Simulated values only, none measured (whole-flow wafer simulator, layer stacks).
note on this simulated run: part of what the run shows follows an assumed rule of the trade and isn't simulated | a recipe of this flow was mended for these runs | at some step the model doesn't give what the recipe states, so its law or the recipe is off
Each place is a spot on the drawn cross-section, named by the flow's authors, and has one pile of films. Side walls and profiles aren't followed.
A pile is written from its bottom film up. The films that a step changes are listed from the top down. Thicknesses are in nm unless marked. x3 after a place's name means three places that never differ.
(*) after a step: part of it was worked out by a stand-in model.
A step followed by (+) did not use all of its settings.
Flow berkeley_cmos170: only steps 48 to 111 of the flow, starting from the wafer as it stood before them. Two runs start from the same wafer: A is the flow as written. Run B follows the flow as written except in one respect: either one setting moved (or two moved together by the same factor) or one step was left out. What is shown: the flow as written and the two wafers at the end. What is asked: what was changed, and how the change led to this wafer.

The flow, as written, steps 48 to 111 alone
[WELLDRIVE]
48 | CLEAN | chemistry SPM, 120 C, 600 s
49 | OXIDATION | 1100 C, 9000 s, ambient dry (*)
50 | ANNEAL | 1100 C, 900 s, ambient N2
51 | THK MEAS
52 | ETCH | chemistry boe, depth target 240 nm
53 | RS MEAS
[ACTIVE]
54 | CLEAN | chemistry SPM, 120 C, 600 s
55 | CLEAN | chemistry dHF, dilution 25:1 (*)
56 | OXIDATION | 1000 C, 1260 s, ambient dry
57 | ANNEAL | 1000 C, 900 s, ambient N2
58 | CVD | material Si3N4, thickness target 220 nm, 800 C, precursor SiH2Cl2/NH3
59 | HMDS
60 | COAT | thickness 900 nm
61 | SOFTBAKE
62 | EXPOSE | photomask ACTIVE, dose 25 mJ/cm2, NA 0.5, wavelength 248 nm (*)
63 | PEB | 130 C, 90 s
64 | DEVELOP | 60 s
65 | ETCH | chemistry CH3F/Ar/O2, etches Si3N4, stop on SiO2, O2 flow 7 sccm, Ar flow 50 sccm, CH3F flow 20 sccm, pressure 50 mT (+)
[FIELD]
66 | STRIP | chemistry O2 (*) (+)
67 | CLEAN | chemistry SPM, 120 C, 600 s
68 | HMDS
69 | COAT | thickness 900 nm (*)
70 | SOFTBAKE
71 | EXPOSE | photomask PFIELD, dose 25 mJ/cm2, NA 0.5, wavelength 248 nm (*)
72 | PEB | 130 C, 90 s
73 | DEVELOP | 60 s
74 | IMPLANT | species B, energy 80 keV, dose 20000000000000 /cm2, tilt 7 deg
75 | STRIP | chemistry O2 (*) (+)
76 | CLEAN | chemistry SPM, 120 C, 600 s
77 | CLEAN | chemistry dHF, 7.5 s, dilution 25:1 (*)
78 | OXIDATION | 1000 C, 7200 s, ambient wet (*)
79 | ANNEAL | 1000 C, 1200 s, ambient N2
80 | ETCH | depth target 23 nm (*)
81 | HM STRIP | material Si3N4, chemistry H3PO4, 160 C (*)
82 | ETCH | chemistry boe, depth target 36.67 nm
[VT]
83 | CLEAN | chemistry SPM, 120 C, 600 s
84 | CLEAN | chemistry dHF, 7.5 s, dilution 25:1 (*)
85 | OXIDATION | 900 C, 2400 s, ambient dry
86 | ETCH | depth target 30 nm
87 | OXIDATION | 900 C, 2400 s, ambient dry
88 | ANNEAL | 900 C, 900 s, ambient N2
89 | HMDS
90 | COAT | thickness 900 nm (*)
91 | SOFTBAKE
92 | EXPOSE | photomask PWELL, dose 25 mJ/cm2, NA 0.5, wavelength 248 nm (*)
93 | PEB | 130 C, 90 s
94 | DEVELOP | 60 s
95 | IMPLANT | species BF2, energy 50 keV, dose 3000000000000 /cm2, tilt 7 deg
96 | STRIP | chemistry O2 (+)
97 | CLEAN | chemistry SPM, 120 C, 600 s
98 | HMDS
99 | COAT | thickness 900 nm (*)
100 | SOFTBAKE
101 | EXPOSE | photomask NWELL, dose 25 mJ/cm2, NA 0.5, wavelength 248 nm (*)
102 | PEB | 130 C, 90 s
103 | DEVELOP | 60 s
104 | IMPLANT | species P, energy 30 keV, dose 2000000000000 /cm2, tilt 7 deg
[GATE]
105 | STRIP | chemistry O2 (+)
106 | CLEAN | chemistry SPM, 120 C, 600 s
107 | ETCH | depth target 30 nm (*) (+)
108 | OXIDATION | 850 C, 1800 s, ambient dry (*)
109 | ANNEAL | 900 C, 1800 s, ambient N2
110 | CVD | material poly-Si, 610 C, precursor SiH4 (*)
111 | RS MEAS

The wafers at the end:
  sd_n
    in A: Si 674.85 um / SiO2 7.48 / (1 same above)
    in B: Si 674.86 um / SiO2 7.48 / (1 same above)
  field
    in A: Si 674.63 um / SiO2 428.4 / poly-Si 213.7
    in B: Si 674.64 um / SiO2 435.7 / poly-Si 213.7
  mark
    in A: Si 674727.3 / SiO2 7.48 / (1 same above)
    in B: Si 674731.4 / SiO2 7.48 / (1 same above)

The reason: step 52, ETCH: depth target 168 nm was run, while the flow as written has depth target 240 nm.

The path from the change to this, step by step:
  52 | ETCH | chemistry boe, depth target 240 nm
      field, mark, sd_n and 10 more: A -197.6 SiO2 (all of it) | B -168 SiO2
  54 | CLEAN | chemistry SPM, 120 C, 600 s
      field, mark, sd_n and 10 more: A +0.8 chemical SiO2 (new film), -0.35 Si | B nothing
  55 | CLEAN | chemistry dHF, dilution 25:1 (*)
      field, mark, sd_n and 10 more: A -0.8 chemical SiO2 (all of it) | B nothing
  56 | OXIDATION | 1000 C, 1260 s, ambient dry
      field, mark, sd_n and 10 more: A +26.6 SiO2 (new film), -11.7 Si | B +18.8 SiO2, -8.26 Si
  78 | OXIDATION | 1000 C, 7200 s, ambient wet (*)
      sd_n, sd_p: A +12.1 SiO2 (new film), -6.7 Si3N4, +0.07 SiO2, -0.07 Si | B +12.1 SiO2 (new film), -6.7 Si3N4, +2.26 SiO2, -0.95 Si
      field: A +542 SiO2, -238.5 Si | B +527.5 SiO2, -232.1 Si
  82 | ETCH | chemistry boe, depth target 36.67 nm
      mark, sd_n, spacer_n and 9 more: A -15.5 SiO2 (all of it) | B -36.7 SiO2
  83 | CLEAN | chemistry SPM, 120 C, 600 s
      mark, sd_n, spacer_n and 9 more: A +0.8 chemical SiO2 (new film), -0.35 Si | B nothing
  84 | CLEAN | chemistry dHF, 7.5 s, dilution 25:1 (*)
      mark, spacer_n, gate_n and 7 more: A -0.8 chemical SiO2 (all of it) | B -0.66 SiO2 (all of it)
      sd_n, sd_p: A -0.8 chemical SiO2 (all of it) | B -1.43 SiO2
  85 | OXIDATION | 900 C, 2400 s, ambient dry
      sd_n, sd_p: A +14.9 SiO2 (new film), -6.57 Si | B +13.5 SiO2, -5.92 Si
